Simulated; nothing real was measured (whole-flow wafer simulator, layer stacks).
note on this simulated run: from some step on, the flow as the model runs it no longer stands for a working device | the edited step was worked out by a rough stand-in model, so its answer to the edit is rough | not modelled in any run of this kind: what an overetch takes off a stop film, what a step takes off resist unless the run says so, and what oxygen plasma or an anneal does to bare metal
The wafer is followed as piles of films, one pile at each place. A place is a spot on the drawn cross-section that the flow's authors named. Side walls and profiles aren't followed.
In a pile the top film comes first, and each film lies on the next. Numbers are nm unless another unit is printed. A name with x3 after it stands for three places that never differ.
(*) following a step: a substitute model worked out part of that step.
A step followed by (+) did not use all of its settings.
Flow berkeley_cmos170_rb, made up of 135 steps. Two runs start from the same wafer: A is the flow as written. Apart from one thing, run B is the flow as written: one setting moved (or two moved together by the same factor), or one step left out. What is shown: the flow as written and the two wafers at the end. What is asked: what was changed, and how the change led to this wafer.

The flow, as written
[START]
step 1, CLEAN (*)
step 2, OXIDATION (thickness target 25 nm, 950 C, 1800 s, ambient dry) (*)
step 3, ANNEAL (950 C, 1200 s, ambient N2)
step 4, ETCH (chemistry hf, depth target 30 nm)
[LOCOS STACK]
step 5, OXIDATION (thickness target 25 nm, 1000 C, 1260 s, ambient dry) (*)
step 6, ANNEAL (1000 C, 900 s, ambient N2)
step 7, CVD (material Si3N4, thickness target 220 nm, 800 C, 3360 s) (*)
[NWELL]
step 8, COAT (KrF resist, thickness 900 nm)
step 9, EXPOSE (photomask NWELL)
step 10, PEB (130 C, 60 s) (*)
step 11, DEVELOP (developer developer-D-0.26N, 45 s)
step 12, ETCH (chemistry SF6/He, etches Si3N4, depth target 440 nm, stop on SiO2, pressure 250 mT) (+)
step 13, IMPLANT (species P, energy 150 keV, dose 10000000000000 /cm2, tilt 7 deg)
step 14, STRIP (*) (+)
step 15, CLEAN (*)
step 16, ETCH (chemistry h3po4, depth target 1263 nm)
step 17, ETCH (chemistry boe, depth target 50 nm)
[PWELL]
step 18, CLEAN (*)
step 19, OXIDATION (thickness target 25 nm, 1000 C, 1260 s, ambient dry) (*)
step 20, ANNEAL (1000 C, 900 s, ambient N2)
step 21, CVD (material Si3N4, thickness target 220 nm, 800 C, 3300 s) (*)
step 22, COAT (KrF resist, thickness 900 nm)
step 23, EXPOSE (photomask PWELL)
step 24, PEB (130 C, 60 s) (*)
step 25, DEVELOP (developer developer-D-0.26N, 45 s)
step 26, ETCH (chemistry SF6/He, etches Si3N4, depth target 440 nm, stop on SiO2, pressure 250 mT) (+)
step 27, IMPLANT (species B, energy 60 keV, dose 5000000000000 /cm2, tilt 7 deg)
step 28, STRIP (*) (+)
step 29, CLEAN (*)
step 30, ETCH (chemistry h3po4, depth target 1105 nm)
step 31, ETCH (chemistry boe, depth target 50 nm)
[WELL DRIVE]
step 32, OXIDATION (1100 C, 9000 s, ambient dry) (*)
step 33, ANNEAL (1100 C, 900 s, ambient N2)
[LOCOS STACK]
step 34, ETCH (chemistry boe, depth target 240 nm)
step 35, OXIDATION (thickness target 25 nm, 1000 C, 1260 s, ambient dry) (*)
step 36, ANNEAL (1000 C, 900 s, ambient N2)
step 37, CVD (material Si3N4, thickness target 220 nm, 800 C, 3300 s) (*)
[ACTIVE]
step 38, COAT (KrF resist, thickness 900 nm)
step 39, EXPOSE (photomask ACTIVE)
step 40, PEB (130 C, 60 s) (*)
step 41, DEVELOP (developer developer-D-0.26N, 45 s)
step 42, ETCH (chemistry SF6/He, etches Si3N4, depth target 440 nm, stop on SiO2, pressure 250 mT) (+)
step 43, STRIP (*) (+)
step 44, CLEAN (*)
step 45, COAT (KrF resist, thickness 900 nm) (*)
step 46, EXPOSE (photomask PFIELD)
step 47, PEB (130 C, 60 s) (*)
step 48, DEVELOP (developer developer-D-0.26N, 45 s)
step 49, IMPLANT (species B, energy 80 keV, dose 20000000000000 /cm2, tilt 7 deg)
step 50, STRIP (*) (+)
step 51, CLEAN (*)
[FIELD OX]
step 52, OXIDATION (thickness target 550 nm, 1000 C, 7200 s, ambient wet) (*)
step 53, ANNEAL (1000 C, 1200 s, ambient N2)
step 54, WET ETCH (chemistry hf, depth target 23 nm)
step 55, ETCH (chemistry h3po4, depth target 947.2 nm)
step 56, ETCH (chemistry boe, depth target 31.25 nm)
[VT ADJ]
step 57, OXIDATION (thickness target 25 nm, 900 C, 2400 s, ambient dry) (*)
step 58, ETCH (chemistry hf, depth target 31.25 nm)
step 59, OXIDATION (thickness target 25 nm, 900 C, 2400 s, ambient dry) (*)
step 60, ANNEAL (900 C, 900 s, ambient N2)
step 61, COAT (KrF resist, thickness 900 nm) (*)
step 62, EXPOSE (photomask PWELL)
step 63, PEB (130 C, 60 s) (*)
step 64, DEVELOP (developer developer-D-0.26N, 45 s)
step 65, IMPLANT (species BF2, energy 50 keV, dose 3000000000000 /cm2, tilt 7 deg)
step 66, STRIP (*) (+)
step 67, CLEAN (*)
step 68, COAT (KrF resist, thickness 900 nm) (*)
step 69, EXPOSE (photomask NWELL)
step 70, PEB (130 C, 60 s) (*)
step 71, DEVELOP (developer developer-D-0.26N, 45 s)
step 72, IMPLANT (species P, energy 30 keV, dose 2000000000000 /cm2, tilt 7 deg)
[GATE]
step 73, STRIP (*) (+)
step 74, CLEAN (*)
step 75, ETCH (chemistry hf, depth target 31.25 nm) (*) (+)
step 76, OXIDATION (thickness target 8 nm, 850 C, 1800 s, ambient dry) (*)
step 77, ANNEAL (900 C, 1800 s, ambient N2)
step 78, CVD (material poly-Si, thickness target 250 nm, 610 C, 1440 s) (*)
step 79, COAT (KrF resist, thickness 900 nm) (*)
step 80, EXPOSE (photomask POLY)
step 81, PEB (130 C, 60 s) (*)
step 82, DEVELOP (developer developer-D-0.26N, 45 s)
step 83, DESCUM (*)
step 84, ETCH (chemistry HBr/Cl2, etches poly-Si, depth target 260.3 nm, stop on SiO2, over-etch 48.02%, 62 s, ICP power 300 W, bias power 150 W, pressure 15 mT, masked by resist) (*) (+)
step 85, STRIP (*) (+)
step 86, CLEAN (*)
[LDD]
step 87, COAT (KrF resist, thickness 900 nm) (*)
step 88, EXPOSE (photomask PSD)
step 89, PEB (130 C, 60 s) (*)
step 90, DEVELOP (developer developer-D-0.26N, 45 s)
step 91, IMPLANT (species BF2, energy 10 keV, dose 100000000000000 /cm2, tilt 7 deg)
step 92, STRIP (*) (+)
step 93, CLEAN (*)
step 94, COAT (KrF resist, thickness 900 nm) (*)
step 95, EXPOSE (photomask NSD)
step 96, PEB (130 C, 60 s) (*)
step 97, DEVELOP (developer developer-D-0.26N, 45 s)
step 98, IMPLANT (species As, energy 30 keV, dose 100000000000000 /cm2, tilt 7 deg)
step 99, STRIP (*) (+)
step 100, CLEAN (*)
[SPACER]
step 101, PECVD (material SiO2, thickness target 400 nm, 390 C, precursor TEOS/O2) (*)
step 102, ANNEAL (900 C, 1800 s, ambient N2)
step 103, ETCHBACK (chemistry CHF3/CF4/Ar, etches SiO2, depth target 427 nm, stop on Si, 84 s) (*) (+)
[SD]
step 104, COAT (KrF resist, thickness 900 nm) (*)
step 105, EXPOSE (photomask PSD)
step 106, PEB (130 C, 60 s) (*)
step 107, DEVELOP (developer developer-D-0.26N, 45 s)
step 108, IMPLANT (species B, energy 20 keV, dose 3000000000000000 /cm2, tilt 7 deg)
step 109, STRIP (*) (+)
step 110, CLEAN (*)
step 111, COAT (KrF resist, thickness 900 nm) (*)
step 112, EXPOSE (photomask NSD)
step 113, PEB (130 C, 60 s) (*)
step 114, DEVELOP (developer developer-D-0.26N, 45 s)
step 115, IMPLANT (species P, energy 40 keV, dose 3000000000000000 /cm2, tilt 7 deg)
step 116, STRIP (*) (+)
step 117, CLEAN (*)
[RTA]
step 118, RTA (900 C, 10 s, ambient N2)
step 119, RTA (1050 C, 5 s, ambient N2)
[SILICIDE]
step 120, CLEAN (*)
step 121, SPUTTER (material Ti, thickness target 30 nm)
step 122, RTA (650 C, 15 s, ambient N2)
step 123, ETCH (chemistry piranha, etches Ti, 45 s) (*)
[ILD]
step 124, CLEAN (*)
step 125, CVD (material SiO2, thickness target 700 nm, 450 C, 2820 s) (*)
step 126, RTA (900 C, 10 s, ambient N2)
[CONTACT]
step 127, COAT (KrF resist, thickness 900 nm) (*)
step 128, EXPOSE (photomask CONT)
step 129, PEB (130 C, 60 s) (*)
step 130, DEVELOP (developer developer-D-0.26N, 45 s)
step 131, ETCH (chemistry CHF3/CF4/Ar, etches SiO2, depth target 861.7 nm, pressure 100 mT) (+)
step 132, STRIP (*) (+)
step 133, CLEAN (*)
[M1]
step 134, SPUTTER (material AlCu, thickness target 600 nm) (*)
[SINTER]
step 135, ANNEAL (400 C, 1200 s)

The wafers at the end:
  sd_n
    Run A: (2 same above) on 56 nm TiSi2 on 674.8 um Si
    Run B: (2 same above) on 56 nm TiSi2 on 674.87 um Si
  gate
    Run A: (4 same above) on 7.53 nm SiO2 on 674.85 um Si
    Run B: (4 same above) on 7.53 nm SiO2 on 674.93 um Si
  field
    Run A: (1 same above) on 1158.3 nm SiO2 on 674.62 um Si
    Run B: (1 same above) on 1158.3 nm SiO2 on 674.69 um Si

The reason: step 32, OXIDATION: 880 C was run, though the flow has 1100 C.

Step by step, how the change led to this:
  step 32, OXIDATION (1100 C, 9000 s, ambient dry) (*)
      field, sd_n, spacer_n and 6 more: A +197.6 SiO2 (new film), -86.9 Si | B +28.3 SiO2 (new film), -12.5 Si
  step 34, ETCH (chemistry boe, depth target 240 nm)
      field, sd_n, spacer_n and 6 more: A -197.6 SiO2 (all of it) | B -28.3 SiO2 (all of it)
